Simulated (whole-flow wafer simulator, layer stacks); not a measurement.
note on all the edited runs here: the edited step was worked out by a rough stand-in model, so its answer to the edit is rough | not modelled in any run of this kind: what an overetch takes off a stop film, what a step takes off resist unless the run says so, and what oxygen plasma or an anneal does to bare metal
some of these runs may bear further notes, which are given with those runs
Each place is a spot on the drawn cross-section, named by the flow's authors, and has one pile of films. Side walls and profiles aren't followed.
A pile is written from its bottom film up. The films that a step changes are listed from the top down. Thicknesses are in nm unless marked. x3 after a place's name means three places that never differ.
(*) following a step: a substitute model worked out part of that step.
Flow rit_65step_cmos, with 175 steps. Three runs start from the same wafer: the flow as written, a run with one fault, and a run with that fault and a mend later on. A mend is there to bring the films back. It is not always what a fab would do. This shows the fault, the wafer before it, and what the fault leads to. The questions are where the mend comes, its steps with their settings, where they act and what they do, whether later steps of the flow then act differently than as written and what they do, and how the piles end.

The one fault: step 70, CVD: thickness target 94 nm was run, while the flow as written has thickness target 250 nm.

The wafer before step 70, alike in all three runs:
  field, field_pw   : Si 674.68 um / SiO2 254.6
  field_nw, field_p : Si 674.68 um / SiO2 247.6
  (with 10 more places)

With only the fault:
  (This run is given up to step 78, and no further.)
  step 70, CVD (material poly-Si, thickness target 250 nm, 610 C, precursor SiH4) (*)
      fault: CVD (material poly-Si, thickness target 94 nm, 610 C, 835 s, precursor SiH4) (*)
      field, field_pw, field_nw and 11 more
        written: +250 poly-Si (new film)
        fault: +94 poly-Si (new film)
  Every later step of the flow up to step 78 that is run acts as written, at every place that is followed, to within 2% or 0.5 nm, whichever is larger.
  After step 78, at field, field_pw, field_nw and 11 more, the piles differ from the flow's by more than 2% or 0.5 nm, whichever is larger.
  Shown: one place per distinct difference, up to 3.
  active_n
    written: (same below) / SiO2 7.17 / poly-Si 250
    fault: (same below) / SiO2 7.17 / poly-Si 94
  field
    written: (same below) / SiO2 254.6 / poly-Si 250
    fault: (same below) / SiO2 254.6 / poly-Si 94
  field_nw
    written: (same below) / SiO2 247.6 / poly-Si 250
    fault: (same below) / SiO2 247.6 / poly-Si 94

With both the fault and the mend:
  The mend stands after step 71.
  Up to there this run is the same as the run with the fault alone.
  step 71a, ETCH (chemistry tmah, depth target 108.1 nm)
      field, field_pw, field_nw and 11 more
        -94 poly-Si (all of it)
  step 71b, CLEAN (chemistry SC2, 75 C, 600 s) (the flow's step 66 again)
      does not change any film at any place that is followed
  step 71c, CVD (material poly-Si, thickness target 250 nm, 610 C, precursor SiH4) (*) (the flow's step 70 again)
      field, field_pw, field_nw and 11 more
        +250 poly-Si (new film)
  Every later step of the flow that is run acts as written at every place that is followed.
  At every place that both follow, the piles at the end match the flow's.
